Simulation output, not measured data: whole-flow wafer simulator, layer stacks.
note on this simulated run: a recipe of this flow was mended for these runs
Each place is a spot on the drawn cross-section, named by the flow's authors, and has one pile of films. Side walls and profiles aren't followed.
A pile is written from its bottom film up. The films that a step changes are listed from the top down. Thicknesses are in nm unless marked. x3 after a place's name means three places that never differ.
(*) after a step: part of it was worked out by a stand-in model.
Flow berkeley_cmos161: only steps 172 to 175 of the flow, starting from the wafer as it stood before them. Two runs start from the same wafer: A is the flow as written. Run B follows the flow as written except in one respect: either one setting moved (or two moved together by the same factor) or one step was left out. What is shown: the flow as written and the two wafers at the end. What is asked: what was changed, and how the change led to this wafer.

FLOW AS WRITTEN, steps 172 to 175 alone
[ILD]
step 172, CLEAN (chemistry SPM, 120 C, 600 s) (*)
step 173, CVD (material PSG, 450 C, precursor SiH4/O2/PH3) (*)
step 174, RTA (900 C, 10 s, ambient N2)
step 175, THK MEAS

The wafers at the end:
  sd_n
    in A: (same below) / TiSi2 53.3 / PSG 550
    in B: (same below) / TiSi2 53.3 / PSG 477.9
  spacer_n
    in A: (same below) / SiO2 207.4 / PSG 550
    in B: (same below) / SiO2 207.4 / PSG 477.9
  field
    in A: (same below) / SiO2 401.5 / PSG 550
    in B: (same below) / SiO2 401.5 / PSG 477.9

What caused this: step 173, CVD: 429 C was run, whereas the flow has 450 C.

The path from the change to this, step by step:
  step 173, CVD (material PSG, 450 C, precursor SiH4/O2/PH3) (*)
      field, sd_n, spacer_n, gate_n, spacer_p, gate_p, contact x2: A +550 PSG (new film) | B +477.9 PSG (new film)
      sd_p: A +522.4 PSG (new film) | B +454.7 PSG (new film)
